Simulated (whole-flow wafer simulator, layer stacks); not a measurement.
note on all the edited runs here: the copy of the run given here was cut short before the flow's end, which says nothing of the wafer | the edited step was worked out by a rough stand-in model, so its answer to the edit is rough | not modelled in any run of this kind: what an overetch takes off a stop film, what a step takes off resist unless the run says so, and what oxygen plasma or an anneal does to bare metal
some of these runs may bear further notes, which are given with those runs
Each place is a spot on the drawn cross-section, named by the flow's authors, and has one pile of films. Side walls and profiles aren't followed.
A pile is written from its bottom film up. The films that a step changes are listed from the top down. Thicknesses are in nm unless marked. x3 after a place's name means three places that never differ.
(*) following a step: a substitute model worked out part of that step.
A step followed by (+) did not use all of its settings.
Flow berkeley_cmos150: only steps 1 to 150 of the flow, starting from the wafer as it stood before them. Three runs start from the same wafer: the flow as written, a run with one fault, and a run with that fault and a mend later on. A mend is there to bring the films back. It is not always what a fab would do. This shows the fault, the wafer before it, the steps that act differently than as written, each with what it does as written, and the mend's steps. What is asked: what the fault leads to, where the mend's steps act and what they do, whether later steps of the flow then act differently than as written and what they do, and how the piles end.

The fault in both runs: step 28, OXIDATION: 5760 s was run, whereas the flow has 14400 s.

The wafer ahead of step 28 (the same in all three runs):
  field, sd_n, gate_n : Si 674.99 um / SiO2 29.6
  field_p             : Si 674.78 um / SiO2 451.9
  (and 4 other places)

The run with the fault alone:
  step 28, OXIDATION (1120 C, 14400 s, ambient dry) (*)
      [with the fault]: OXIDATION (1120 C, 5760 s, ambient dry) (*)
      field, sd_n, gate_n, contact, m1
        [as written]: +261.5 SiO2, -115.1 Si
        [with the fault]: +143.3 SiO2, -63 Si
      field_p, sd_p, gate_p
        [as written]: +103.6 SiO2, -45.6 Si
        [with the fault]: +43.7 SiO2, -19.2 Si
  Steps further on in the flow that do not act as written (43 more steps, not shown, differ only slightly: by at most 2% or 0.5 nm, whichever is larger):
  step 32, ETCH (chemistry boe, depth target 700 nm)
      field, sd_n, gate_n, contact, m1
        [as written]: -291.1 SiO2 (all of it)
        [with the fault]: -172.9 SiO2 (all of it)
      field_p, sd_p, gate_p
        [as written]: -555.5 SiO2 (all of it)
        [with the fault]: -495.6 SiO2 (all of it)
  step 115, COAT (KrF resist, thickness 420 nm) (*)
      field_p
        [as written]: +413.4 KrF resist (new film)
        [with the fault]: +423.6 KrF resist (new film)
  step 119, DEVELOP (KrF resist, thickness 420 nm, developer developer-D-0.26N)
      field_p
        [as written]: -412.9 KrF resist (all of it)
        [with the fault]: -423 KrF resist (all of it)
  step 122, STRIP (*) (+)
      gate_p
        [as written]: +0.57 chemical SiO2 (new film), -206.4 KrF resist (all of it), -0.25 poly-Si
        [with the fault]: +0.58 chemical SiO2 (new film), -212.1 KrF resist (all of it), -0.25 poly-Si
  The piles end only slightly different from the flow's at the places that both follow, by no more than 2% or 0.5 nm, whichever is larger.

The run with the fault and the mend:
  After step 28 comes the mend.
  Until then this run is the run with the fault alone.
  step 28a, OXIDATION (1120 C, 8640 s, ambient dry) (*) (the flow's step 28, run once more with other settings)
      field, sd_n, gate_n, contact, m1
        +118.2 SiO2, -52 Si
      field_p, sd_p, gate_p
        +59.9 SiO2, -26.3 Si
  Later steps of the flow that are run all act as written at every place that is followed.
  At every place that both follow, the piles at the end match the flow's.
